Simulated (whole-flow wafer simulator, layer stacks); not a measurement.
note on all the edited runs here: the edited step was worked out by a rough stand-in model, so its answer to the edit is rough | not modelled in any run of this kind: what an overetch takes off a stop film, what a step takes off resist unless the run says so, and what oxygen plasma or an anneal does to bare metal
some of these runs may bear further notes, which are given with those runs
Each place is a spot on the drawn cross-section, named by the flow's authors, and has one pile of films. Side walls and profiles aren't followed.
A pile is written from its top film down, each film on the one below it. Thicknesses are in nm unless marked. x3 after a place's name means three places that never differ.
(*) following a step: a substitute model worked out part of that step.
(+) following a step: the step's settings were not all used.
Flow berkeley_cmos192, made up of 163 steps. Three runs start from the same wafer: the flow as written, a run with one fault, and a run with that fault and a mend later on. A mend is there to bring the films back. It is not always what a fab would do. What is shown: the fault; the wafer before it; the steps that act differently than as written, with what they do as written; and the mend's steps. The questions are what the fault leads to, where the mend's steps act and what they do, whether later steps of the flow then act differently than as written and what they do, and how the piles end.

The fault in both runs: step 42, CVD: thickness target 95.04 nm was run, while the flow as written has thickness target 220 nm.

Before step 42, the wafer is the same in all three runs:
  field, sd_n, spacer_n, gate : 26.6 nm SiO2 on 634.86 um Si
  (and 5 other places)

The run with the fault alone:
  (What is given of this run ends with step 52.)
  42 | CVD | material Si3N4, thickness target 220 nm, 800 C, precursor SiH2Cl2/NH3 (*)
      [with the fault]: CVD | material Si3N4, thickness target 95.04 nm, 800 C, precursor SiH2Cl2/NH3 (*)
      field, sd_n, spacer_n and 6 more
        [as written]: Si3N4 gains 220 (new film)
        [with the fault]: Si3N4 gains 95 (new film)
  Steps further on in the flow that do not act as written:
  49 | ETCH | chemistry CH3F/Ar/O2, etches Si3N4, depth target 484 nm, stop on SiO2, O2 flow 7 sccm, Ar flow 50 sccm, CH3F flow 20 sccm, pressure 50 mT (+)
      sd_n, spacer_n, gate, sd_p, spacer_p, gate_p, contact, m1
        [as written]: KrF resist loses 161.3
        [with the fault]: KrF resist loses 78
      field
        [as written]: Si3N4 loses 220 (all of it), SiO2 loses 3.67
        [with the fault]: Si3N4 loses 95 (all of it), SiO2 loses 3.67
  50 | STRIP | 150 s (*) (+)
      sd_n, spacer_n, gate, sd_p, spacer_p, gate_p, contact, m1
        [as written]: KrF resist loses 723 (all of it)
        [with the fault]: KrF resist loses 806.3 (all of it)
  After step 52, at sd_n, spacer_n, gate, sd_p, spacer_p, gate_p, contact, m1, the piles differ from the flow's by more than 2% or 0.5 nm, whichever is larger.
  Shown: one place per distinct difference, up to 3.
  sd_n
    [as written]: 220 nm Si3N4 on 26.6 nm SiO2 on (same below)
    [with the fault]: 95 nm Si3N4 on 26.6 nm SiO2 on (same below)

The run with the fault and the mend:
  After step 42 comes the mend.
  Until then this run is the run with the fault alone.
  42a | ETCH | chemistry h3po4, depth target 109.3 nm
      field, sd_n, spacer_n and 6 more
        Si3N4 loses 95 (all of it)
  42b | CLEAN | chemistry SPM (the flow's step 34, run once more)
      alters no film at any place that is followed
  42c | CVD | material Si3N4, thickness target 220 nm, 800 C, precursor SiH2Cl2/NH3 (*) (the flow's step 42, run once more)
      field, sd_n, spacer_n and 6 more
        Si3N4 gains 220 (new film)
  Every later step of the flow that is run acts as written at every place that is followed.
  At every place that both follow, the piles at the end match the flow's.
